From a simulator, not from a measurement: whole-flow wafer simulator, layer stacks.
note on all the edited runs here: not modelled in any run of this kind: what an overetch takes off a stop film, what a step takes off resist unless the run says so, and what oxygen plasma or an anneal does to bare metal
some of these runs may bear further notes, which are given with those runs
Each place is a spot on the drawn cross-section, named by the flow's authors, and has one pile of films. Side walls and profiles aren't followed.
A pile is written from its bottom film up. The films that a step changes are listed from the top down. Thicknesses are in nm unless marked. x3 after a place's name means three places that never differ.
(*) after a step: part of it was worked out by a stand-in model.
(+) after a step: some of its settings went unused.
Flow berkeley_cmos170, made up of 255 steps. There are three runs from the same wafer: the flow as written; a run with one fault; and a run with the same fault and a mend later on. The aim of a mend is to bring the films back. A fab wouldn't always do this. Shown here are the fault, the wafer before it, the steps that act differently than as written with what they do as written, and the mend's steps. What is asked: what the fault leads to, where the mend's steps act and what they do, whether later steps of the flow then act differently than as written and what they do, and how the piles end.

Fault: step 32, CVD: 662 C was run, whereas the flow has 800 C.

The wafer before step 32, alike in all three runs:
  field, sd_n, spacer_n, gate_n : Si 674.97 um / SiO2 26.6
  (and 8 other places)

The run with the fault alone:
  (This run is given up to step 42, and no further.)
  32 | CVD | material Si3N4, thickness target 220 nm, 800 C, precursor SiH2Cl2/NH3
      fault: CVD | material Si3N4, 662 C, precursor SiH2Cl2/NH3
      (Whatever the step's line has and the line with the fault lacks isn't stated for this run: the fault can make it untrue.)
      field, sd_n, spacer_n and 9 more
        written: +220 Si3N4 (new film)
        fault: +18.8 Si3N4 (new film)
  Steps later in the flow that act otherwise than as written:
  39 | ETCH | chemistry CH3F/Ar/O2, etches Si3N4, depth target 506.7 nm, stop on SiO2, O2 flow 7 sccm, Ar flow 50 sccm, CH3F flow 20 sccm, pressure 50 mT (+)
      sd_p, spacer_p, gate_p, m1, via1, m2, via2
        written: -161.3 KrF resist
        fault: -27.2 KrF resist
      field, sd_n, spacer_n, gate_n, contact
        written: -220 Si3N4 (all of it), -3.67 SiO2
        fault: -18.8 Si3N4 (all of it), -3.67 SiO2
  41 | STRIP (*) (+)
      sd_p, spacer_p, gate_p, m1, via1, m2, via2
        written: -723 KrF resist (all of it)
        fault: -857.2 KrF resist (all of it)
  The piles after step 42 differ from the flow's at sd_p, spacer_p, gate_p, m1, via1, m2, via2 by more than 2% or 0.5 nm, whichever is larger.
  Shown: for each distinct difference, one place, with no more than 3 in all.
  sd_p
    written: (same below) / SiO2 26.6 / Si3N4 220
    fault: (same below) / SiO2 26.6 / Si3N4 18.8

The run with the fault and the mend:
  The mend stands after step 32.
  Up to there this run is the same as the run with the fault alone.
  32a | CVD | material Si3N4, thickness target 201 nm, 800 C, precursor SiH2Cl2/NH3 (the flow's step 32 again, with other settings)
      field, sd_n, spacer_n and 9 more
        +201 Si3N4
  Every later step of the flow that is run acts as written, at every place that is followed, to within 2% or 0.5 nm, whichever is larger.
  By the end, the piles equal the flow's at every place that both follow.
